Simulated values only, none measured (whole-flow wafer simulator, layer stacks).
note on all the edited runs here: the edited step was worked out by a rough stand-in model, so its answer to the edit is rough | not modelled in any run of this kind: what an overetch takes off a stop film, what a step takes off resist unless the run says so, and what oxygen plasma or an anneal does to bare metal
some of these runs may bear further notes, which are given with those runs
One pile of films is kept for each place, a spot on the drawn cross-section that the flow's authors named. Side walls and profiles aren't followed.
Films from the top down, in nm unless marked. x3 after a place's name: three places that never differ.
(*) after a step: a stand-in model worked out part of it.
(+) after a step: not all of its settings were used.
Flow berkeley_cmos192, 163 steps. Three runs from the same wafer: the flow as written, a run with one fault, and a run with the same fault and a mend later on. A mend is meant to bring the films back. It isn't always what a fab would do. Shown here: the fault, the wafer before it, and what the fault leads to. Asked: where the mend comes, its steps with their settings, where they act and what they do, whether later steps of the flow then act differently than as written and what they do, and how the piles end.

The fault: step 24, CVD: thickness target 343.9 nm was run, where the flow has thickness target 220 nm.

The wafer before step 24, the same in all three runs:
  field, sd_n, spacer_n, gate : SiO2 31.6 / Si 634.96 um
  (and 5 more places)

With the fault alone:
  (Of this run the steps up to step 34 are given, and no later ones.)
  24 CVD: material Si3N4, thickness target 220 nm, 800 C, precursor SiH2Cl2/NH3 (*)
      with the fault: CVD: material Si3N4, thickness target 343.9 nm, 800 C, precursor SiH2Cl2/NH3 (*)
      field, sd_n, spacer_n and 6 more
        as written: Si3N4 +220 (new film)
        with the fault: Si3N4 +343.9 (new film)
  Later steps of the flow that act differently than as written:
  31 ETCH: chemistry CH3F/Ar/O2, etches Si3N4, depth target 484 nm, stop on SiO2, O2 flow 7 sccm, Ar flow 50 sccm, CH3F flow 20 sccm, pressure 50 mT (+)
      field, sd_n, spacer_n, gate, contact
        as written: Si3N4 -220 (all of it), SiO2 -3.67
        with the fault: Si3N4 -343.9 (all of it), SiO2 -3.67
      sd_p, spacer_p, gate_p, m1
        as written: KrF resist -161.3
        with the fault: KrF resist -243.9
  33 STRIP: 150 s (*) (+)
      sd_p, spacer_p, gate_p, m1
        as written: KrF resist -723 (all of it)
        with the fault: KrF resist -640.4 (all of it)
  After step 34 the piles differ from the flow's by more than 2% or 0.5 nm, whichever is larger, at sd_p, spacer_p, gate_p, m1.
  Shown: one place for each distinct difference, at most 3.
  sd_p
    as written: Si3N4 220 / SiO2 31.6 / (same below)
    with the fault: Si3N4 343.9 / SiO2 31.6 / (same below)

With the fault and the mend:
  The mend comes after step 24.
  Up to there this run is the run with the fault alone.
  24a ETCH: chemistry h3po4, depth target 395.5 nm
      field, sd_n, spacer_n and 6 more
        Si3N4 -343.9 (all of it)
  24b CLEAN: chemistry SPM (the flow's step 17 once more)
      changes no film at any place that is followed
  24c CVD: material Si3N4, thickness target 220 nm, 800 C, precursor SiH2Cl2/NH3 (*) (the flow's step 24 once more)
      field, sd_n, spacer_n and 6 more
        Si3N4 +220 (new film)
  No later step of the flow acts differently than as written at any place that is followed.
  At the end the piles are the same as the flow's at every place that both follow.
